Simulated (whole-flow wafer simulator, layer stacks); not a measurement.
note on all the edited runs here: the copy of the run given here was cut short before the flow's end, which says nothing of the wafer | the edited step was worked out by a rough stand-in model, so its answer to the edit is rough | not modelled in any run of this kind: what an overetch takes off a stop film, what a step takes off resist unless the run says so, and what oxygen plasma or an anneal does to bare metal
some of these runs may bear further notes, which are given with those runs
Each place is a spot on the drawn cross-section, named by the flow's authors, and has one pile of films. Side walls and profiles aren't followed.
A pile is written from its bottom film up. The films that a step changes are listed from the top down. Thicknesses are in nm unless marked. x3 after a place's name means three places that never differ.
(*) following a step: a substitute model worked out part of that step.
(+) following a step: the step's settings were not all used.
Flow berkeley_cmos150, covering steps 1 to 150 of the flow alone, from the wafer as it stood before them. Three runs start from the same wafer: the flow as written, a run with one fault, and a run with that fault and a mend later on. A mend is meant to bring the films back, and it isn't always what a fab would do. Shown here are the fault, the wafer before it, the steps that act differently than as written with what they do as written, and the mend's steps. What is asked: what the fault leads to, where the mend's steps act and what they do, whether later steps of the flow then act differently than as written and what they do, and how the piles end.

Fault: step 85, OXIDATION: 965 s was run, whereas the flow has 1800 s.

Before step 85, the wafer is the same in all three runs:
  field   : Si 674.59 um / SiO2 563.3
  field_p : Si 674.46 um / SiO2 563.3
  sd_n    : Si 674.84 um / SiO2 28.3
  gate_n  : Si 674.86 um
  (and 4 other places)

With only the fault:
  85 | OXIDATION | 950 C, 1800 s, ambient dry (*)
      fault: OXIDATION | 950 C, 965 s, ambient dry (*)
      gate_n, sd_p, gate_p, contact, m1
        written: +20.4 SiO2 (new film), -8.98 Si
        fault: +14 SiO2 (new film), -6.14 Si
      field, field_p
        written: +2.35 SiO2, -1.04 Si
        fault: +1.26 SiO2, -0.56 Si
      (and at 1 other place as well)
  Steps later in the flow that act otherwise than as written (not shown: 22 more steps that differ only slightly, by at most 2% or 0.5 nm, whichever is larger):
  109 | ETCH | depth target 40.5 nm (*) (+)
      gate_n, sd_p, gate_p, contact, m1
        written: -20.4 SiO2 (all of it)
        fault: -14 SiO2 (all of it)
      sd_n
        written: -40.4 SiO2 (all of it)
        fault: -35.4 SiO2 (all of it)
  When the end is reached, the piles differ only a little from the flow's at the places that both follow, at most by 2% or 0.5 nm, whichever is larger.

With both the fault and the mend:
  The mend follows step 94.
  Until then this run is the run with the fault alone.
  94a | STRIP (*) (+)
      field_p
        -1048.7 KrF resist (all of it)
      sd_p
        -1275 KrF resist (all of it)
      gate_p
        -1249.6 KrF resist (all of it)
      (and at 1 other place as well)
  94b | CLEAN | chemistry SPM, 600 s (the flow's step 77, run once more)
      leaves every film unchanged at each place that is followed
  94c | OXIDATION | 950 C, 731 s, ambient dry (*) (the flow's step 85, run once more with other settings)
      gate_n, sd_p, gate_p, contact, m1
        +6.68 SiO2, -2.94 Si
      field, field_p
        +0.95 SiO2, -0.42 Si
      sd_n
        +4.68 SiO2, -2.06 Si
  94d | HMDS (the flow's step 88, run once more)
      leaves every film unchanged at each place that is followed
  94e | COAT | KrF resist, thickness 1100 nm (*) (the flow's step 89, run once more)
      field
        +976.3 KrF resist (new film)
      field_p
        +1087.8 KrF resist (new film)
      sd_n
        +1243.1 KrF resist (new film)
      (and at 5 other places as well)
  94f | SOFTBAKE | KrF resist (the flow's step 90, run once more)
      leaves every film unchanged at each place that is followed
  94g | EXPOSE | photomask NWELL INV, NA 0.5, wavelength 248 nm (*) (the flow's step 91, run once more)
      leaves every film unchanged at each place that is followed
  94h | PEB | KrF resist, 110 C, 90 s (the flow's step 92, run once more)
      field
        -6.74 KrF resist
      field_p
        -7.53 KrF resist
      sd_n
        -8.63 KrF resist
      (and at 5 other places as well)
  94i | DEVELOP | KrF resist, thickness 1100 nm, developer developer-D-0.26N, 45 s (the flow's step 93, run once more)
      field_p, sd_p, gate_p, m1
        -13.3 KrF resist
      field
        -969.5 KrF resist (all of it)
      sd_n
        -1234.5 KrF resist (all of it)
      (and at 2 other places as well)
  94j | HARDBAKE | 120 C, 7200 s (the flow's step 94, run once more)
      field_p
        -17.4 KrF resist
      sd_p
        -21.4 KrF resist
      gate_p
        -20.9 KrF resist
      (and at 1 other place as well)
  Every later step of the flow that is run acts as written, at every place that is followed, to within 2% or 0.5 nm, whichever is larger.
  When the end is reached, the piles differ only a little from the flow's at the places that both follow, at most by 2% or 0.5 nm, whichever is larger.
